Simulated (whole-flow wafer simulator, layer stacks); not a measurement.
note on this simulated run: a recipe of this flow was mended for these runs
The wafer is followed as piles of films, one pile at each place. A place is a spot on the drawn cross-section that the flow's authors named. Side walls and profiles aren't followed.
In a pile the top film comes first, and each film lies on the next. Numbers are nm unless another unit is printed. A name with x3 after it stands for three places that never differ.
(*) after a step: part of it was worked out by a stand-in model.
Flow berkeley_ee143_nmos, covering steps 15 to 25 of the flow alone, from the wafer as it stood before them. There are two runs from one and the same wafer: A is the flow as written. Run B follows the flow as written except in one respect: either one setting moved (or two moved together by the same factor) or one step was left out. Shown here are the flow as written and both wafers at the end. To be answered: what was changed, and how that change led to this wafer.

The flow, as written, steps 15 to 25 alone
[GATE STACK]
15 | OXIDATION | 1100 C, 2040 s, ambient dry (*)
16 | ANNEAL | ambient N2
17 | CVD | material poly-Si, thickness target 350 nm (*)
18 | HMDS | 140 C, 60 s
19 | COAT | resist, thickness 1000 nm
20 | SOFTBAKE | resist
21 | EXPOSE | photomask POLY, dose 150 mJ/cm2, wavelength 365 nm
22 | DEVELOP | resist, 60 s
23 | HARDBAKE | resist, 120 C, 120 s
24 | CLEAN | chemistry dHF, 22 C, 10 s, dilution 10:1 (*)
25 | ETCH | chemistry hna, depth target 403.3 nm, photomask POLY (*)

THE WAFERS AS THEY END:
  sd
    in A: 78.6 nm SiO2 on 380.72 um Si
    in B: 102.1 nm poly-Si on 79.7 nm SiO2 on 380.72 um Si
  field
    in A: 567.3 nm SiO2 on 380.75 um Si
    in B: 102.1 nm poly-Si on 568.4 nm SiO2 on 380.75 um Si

What caused this: step 25, ETCH: depth target 247.9 nm was run, whereas the flow has depth target 403.3 nm.

The path from the change to this, step by step:
  25 | ETCH | chemistry hna, depth target 403.3 nm, photomask POLY (*)
      sd, contact, field: A -350 poly-Si (all of it), -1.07 SiO2 | B -247.9 poly-Si
